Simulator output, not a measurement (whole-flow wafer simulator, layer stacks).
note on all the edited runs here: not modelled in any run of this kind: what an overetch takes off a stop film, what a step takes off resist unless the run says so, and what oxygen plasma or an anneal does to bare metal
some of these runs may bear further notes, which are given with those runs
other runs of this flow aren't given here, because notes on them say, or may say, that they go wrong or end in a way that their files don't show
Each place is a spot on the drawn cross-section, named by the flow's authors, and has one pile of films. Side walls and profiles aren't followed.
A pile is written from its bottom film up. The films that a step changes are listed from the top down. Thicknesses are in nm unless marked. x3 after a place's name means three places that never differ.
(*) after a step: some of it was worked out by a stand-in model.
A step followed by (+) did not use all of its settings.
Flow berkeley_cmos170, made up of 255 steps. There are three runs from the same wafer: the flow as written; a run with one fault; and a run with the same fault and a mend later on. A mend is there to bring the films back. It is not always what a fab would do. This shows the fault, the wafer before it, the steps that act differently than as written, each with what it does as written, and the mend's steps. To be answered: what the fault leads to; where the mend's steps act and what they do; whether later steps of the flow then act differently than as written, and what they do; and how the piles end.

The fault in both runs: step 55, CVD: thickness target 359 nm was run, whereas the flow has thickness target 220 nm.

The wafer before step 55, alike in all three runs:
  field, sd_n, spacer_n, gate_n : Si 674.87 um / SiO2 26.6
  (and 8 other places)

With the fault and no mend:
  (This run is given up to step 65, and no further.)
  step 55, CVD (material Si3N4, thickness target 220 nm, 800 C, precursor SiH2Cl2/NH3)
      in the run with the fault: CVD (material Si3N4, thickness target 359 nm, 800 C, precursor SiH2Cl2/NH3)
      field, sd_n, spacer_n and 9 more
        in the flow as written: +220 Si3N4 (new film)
        in the run with the fault: +359 Si3N4 (new film)
  Steps further on in the flow that do not act as written:
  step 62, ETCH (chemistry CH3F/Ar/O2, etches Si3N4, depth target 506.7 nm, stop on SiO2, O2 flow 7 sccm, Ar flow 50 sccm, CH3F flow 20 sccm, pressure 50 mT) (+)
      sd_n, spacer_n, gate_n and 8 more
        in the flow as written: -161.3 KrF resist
        in the run with the fault: -254 KrF resist
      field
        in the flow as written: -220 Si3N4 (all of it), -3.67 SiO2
        in the run with the fault: -359 Si3N4 (all of it), -3.67 SiO2
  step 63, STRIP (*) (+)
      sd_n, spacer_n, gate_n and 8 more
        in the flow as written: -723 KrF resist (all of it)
        in the run with the fault: -630.4 KrF resist (all of it)
  Once step 65 is done, the piles at sd_n, spacer_n, gate_n and 8 more depart from the flow's by more than 2% or 0.5 nm, whichever is larger.
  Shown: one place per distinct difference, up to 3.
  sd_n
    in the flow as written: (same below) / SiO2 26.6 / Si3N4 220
    in the run with the fault: (same below) / SiO2 26.6 / Si3N4 359

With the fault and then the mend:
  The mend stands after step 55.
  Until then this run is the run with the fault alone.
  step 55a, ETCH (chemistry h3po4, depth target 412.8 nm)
      field, sd_n, spacer_n and 9 more
        -359 Si3N4 (all of it)
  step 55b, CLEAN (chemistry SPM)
      alters no film at any place that is followed
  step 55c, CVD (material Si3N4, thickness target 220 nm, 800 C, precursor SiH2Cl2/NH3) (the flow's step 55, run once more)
      field, sd_n, spacer_n and 9 more
        +220 Si3N4 (new film)
  Every later step of the flow that is run acts as written at every place that is followed.
  At every place that both follow, the piles at the end match the flow's.
